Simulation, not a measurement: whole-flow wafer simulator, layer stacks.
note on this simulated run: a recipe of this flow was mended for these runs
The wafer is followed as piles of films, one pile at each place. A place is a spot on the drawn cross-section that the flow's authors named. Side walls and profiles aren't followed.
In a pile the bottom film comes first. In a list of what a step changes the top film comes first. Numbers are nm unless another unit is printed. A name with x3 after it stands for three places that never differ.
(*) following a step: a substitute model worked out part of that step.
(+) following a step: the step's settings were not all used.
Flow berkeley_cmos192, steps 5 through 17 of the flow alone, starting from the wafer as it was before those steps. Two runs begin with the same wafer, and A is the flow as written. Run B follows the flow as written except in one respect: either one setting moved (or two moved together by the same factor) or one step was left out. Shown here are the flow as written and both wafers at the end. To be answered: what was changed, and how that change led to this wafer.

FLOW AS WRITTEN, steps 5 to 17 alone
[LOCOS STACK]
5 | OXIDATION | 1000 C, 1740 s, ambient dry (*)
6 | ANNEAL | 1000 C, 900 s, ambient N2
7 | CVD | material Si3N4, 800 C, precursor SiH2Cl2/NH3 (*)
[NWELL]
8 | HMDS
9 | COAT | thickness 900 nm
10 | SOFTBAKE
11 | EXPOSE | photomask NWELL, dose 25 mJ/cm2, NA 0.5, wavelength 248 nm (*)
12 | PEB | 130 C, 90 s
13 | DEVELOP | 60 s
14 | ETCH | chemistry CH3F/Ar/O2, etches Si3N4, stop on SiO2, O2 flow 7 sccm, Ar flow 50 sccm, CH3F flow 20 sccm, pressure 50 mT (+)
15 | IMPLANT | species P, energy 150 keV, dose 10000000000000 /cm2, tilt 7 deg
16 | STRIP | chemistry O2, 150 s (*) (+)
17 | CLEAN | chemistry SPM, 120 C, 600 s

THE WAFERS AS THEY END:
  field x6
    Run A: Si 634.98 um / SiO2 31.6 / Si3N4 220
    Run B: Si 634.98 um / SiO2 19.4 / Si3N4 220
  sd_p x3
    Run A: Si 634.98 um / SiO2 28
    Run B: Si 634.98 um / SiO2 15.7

The reason: step 5, OXIDATION: 696 s was run, while the flow as written has 1740 s.

How this came from the change, step by step:
  5 | OXIDATION | 1000 C, 1740 s, ambient dry (*)
      field x6, sd_p x3: A +31.6 SiO2 (new film), -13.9 Si | B +19.4 SiO2 (new film), -8.52 Si
